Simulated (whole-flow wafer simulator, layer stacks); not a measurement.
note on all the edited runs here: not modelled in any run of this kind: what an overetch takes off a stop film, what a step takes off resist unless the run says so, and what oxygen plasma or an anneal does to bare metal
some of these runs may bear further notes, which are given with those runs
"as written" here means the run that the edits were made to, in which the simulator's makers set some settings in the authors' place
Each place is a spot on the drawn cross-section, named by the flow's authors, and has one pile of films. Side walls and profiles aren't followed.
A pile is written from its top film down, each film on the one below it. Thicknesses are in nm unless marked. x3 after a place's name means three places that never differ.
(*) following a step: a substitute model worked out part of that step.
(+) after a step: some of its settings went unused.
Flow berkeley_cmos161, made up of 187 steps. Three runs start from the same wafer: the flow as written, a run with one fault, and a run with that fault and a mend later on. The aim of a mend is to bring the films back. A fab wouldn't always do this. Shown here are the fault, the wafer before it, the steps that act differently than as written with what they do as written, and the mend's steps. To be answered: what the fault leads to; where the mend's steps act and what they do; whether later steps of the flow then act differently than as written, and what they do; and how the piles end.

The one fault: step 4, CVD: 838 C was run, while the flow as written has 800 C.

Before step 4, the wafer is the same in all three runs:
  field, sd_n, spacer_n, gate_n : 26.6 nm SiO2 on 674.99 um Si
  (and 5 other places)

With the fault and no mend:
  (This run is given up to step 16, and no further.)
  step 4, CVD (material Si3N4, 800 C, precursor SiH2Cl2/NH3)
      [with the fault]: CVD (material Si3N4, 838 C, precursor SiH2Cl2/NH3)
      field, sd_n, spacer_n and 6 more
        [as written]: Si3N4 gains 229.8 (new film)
        [with the fault]: Si3N4 gains 313 (new film)
  Steps further on in the flow that do not act as written (1 other step is not shown; it differs only slightly, by no more than 2% or 0.5 nm, whichever is larger):
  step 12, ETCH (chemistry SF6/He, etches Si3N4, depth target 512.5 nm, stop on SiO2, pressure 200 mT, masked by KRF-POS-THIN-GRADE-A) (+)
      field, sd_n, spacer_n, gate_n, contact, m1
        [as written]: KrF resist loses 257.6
        [with the fault]: KrF resist loses 348.1
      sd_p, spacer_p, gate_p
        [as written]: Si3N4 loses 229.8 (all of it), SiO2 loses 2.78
        [with the fault]: Si3N4 loses 313 (all of it), SiO2 loses 2.78
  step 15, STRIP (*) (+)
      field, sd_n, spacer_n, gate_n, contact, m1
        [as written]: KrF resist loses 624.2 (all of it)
        [with the fault]: KrF resist loses 533.9 (all of it)
  The piles after step 16 differ from the flow's at field, sd_n, spacer_n, gate_n, contact, m1 by more than 2% or 0.5 nm, whichever is larger.
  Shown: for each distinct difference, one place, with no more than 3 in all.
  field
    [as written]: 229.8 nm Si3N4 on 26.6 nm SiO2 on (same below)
    [with the fault]: 313 nm Si3N4 on 26.6 nm SiO2 on (same below)

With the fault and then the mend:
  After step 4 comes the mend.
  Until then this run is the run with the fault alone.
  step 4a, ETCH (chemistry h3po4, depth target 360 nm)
      field, sd_n, spacer_n and 6 more
        Si3N4 loses 313 (all of it)
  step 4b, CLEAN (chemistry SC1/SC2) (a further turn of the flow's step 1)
      alters no film at any place that is followed
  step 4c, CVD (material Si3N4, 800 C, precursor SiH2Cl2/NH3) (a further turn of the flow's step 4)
      field, sd_n, spacer_n and 6 more
        Si3N4 gains 229.8 (new film)
  Every later step of the flow that is run acts as written at every place that is followed.
  At every place that both follow, the piles at the end match the flow's.
